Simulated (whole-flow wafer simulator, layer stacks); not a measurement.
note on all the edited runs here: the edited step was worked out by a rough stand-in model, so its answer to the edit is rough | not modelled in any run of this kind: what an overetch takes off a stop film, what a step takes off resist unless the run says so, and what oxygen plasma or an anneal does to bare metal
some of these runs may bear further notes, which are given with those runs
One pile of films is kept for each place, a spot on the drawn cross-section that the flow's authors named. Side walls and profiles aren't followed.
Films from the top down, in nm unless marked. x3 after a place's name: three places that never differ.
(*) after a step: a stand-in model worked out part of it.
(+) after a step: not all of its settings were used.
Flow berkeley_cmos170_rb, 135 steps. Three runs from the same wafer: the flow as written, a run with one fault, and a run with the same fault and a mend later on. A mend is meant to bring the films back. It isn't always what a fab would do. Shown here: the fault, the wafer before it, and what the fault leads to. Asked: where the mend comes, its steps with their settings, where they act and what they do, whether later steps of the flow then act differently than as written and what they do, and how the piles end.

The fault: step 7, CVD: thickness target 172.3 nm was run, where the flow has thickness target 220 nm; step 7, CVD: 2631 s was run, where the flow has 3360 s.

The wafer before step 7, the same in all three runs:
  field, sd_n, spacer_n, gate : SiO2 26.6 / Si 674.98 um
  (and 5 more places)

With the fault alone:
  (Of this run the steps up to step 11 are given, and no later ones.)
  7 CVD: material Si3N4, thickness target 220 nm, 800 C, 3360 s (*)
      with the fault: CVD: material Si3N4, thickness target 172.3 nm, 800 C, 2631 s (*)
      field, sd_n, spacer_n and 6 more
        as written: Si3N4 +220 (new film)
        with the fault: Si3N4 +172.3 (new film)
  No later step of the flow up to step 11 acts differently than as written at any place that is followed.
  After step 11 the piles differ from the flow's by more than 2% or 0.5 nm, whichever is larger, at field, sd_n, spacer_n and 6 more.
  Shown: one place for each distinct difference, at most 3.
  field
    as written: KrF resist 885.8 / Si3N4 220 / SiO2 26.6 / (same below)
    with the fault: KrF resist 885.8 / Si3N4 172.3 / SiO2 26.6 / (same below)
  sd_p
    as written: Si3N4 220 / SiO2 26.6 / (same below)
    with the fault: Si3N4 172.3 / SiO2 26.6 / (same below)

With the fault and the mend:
  The mend comes after step 11.
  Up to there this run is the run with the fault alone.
  11a STRIP (*) (+)
      field, sd_n, spacer_n, gate, contact, m1
        KrF resist -885.8 (all of it)
  11b CLEAN (*) (the flow's step 1 once more)
      changes no film at any place that is followed
  11c CVD: material Si3N4, thickness target 47.74 nm, 800 C, 729 s (*) (the flow's step 7 once more, with other settings)
      field, sd_n, spacer_n and 6 more
        Si3N4 +47.7
  11d COAT: KrF resist, thickness 900 nm (the flow's step 8 once more)
      field, sd_n, spacer_n and 6 more
        KrF resist +900 (new film)
  11e EXPOSE: photomask NWELL (the flow's step 9 once more)
      changes no film at any place that is followed
  11f PEB: 130 C, 60 s (*) (the flow's step 10 once more)
      changes no film at any place that is followed
  11g DEVELOP: developer developer-D-0.26N, 45 s (the flow's step 11 once more)
      field, sd_n, spacer_n, gate, contact, m1
        KrF resist -14.2
      sd_p, spacer_p, gate_p
        KrF resist -900 (all of it)
  No later step of the flow acts differently than as written, at any place that is followed, by more than 2% or 0.5 nm, whichever is larger.
  At the end the piles are the same as the flow's at every place that both follow.
